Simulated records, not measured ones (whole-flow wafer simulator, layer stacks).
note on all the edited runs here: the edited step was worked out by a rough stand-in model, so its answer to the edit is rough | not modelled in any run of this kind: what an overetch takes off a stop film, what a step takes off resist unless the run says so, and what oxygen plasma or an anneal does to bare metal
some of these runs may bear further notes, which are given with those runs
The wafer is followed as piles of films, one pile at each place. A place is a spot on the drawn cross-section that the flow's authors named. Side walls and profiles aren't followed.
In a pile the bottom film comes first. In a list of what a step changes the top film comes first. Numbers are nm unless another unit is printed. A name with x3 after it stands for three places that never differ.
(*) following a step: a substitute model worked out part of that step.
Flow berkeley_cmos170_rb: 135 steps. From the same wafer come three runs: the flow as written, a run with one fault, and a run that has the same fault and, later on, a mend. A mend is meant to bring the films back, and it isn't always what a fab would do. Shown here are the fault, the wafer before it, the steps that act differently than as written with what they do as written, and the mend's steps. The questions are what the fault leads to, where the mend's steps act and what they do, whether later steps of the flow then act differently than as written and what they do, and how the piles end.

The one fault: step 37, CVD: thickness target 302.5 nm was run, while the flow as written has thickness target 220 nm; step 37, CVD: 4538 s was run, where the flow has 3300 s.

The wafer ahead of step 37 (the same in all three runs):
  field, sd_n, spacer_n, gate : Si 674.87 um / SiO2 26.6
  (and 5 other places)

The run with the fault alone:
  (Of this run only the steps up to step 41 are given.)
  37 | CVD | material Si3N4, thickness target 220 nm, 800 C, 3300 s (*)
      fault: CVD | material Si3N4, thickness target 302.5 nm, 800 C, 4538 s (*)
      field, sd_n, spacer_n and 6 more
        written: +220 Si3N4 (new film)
        fault: +302.5 Si3N4 (new film)
  Every later step of the flow up to step 41 that is run acts as written at every place that is followed.
  The piles after step 41 differ from the flow's at field, sd_n, spacer_n and 6 more by more than 2% or 0.5 nm, whichever is larger.
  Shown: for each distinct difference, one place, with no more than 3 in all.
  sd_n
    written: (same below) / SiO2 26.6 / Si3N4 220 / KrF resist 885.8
    fault: (same below) / SiO2 26.6 / Si3N4 302.5 / KrF resist 885.8
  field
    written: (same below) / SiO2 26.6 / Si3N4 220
    fault: (same below) / SiO2 26.6 / Si3N4 302.5

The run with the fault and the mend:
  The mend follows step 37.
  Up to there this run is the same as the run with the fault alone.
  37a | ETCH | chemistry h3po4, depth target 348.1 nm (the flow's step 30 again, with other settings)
      field, sd_n, spacer_n and 6 more
        -302.5 Si3N4 (all of it)
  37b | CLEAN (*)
      does not change any film at any place that is followed
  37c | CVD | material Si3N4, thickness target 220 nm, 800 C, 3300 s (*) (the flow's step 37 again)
      field, sd_n, spacer_n and 6 more
        +220 Si3N4 (new film)
  Every later step of the flow that is run acts as written at every place that is followed.
  By the end, the piles equal the flow's at every place that both follow.
